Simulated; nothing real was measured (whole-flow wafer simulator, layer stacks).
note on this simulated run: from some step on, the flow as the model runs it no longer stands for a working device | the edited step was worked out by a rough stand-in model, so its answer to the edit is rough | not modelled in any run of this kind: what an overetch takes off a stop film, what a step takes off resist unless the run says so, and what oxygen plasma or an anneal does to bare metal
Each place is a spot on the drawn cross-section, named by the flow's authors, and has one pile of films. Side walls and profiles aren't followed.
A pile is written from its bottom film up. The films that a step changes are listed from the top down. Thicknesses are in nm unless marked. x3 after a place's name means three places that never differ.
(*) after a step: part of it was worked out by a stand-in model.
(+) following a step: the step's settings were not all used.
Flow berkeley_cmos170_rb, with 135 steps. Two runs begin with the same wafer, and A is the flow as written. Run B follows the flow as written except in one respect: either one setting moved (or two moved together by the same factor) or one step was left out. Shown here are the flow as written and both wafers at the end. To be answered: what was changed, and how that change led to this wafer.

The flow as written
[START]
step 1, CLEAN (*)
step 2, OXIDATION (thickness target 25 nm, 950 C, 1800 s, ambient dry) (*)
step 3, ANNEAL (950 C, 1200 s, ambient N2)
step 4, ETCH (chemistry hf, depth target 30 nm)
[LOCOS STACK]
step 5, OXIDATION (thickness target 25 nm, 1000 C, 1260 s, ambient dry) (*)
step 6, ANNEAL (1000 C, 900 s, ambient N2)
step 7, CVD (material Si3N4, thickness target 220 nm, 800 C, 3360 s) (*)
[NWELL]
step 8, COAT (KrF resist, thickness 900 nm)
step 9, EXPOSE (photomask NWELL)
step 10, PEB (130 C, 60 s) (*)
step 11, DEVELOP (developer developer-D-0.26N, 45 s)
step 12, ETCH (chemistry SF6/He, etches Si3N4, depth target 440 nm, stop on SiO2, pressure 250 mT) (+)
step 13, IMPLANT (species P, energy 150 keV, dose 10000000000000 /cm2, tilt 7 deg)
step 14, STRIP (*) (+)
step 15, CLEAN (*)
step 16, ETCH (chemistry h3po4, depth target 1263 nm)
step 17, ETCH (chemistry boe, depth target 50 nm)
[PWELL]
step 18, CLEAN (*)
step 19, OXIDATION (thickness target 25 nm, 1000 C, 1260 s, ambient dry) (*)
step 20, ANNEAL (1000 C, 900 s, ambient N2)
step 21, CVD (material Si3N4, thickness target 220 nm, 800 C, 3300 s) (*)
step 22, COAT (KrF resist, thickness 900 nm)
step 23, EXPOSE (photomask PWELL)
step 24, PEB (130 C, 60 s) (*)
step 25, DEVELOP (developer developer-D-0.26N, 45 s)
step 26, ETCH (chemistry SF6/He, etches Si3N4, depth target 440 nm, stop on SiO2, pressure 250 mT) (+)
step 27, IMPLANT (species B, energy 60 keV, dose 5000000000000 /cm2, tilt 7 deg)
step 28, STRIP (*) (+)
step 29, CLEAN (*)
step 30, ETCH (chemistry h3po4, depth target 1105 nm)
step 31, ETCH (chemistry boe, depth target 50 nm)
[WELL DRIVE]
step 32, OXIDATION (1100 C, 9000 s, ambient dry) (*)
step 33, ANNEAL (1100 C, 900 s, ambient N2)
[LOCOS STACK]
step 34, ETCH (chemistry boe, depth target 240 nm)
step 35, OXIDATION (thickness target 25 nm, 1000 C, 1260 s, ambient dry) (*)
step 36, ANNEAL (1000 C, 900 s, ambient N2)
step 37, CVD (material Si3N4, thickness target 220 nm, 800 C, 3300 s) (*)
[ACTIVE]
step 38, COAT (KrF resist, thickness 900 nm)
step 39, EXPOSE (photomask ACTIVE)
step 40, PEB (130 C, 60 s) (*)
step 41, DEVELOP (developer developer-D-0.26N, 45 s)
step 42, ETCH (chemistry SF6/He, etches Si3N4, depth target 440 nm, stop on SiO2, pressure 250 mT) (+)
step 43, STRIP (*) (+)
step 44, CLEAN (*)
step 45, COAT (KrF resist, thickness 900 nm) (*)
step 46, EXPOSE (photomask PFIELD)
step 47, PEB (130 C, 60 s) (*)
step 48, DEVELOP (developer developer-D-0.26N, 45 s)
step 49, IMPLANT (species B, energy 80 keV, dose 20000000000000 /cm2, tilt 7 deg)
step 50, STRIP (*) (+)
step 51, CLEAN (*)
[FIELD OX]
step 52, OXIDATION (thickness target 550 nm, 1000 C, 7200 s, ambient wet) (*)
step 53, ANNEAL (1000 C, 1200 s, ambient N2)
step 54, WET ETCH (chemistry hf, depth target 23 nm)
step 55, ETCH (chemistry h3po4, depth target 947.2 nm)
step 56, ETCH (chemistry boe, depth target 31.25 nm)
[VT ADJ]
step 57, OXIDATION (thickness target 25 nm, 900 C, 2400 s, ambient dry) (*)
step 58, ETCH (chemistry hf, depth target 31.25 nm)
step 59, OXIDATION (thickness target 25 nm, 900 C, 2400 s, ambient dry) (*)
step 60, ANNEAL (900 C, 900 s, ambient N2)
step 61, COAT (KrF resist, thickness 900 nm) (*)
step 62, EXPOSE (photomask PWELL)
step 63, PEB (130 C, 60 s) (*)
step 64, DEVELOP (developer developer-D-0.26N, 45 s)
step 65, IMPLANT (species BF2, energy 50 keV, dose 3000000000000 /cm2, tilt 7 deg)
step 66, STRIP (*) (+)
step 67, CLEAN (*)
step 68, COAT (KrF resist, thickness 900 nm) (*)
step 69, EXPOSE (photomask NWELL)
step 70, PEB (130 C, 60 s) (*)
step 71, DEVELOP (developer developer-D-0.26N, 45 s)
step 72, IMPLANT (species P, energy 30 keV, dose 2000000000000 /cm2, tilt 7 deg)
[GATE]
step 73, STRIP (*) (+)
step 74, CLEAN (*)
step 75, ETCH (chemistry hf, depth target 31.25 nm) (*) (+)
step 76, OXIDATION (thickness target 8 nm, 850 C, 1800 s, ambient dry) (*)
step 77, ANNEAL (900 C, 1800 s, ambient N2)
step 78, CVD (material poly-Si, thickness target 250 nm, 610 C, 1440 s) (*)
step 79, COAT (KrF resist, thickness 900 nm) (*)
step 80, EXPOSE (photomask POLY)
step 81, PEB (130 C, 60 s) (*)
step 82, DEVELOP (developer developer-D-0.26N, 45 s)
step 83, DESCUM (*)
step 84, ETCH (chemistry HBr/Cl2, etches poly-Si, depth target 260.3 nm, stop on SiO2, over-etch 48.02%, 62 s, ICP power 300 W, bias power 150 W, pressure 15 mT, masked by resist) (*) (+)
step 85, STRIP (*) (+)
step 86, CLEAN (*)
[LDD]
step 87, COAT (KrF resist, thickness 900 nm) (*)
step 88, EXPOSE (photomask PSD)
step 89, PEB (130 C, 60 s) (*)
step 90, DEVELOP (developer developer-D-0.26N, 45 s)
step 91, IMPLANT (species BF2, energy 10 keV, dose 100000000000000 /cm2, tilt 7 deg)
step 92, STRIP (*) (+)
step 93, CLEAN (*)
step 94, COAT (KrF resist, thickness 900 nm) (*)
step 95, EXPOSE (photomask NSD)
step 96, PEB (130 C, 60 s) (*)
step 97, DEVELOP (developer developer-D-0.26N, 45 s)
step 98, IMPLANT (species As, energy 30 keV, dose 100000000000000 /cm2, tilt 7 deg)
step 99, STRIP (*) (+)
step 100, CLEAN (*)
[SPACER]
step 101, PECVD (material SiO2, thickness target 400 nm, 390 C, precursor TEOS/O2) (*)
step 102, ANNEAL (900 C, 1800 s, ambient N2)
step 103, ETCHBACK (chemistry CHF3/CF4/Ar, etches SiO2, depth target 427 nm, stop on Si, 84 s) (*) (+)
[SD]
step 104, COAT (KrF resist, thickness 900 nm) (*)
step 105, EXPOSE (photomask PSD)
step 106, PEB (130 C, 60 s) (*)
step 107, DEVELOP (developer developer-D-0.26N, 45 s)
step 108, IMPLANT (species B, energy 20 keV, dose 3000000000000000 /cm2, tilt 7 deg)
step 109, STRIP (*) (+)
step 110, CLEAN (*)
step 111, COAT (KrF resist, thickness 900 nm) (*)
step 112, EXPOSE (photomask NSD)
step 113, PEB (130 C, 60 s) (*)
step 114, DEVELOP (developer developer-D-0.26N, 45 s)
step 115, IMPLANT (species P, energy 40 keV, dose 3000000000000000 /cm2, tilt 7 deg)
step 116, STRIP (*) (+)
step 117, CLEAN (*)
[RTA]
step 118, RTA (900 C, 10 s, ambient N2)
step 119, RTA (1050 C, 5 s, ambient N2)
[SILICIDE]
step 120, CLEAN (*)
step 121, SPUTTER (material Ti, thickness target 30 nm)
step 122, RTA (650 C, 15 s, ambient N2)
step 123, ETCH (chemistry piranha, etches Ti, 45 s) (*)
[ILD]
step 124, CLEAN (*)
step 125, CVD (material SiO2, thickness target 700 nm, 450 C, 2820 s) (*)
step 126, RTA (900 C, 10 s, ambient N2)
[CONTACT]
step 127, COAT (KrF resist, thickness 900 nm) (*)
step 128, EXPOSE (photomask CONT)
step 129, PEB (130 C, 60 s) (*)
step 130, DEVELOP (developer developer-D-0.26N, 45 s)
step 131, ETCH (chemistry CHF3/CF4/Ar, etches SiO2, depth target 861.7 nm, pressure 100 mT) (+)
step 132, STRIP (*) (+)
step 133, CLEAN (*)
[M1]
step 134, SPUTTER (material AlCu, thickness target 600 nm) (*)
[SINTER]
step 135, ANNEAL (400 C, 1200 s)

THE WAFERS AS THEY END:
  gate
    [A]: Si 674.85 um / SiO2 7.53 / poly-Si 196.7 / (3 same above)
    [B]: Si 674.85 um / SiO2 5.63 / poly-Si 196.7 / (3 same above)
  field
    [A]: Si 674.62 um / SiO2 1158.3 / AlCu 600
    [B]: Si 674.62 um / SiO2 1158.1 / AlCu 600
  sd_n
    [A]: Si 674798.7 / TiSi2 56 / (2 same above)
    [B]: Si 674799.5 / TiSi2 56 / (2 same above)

The reason: step 76, OXIDATION: 1080 s was run, whereas the flow has 1800 s.

The path from the change to this, step by step:
  step 76, OXIDATION (thickness target 8 nm, 850 C, 1800 s, ambient dry) (*)
      sd_n, spacer_n, gate, sd_p, spacer_p, gate_p, contact, m1: A +7.53 SiO2 (new film), -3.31 Si | B +5.63 SiO2 (new film), -2.48 Si
